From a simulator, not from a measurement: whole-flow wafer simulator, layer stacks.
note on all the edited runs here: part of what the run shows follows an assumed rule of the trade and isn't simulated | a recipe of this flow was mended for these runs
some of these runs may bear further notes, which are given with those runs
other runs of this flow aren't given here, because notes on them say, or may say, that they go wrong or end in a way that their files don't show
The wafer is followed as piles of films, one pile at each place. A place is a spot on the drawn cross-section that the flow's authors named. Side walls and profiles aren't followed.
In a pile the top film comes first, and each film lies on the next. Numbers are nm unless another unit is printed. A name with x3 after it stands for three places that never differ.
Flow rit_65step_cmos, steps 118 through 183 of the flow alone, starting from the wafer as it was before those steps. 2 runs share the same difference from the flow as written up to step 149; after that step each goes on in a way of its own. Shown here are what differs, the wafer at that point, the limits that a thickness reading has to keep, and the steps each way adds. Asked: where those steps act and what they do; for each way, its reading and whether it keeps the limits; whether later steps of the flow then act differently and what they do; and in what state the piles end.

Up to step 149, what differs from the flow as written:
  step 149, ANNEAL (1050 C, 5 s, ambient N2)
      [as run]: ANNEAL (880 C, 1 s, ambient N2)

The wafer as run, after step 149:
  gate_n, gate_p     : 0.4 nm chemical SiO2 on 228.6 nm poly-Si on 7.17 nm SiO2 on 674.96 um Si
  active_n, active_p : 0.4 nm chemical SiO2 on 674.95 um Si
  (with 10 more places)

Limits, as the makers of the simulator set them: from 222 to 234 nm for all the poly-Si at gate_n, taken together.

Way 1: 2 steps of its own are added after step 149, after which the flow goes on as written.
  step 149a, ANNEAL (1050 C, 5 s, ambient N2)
      alters no film at any place that is followed
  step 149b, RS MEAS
      alters no film at any place that is followed
  After step 149b, the reading is 228.6 nm, within the limits.
  Later steps of the flow that are run all act as written at every place that is followed.
  At every place that both follow, the piles at the end match the flow's.

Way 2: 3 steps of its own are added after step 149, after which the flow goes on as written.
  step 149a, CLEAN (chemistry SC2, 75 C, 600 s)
      active_n, active_p, sd_n, sd_p, contact, m1
        +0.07 chemical SiO2
      gate_n, gate_p
        +0.07 chemical SiO2, -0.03 poly-Si
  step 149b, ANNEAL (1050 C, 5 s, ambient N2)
      alters no film at any place that is followed
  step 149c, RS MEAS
      alters no film at any place that is followed
  After step 149c, the reading is 228.5 nm, within the limits.
  Later steps of the flow that are run all act as written at every place that is followed, up to a difference of at most 2% or 0.5 nm, whichever is larger.
  At every place that both follow, the piles at the end match the flow's.

Staying within the limits: way 1, way 2.
